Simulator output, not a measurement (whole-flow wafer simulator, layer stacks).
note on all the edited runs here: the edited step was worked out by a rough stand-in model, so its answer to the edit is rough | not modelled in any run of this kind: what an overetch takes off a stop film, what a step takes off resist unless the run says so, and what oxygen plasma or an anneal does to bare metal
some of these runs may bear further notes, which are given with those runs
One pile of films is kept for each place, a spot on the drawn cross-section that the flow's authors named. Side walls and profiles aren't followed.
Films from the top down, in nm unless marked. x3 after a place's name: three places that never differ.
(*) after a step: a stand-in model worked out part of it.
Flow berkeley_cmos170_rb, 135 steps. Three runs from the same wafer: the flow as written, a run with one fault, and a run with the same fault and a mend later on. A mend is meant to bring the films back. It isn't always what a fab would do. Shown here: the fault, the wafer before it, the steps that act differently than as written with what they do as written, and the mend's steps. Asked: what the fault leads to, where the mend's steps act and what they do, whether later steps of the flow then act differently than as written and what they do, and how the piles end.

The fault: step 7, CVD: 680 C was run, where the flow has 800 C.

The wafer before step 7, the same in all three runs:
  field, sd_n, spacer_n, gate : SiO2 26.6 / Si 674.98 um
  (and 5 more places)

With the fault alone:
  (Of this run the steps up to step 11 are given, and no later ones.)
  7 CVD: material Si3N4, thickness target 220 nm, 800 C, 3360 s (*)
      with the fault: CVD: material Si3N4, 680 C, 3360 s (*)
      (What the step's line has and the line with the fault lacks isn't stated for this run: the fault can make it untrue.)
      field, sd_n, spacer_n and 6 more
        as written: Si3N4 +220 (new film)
        with the fault: Si3N4 +22.9 (new film)
  No later step of the flow up to step 11 acts differently than as written at any place that is followed.
  After step 11 the piles differ from the flow's by more than 2% or 0.5 nm, whichever is larger, at field, sd_n, spacer_n and 6 more.
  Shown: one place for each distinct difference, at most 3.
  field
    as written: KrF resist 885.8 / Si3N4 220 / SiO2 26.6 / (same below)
    with the fault: KrF resist 885.8 / Si3N4 22.9 / SiO2 26.6 / (same below)
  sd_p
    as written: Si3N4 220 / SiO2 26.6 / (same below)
    with the fault: Si3N4 22.9 / SiO2 26.6 / (same below)

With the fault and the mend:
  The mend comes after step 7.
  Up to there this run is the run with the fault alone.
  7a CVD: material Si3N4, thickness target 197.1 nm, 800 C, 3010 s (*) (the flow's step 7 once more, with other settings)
      field, sd_n, spacer_n and 6 more
        Si3N4 +197.1
  No later step of the flow acts differently than as written at any place that is followed.
  At the end the piles are the same as the flow's at every place that both follow.
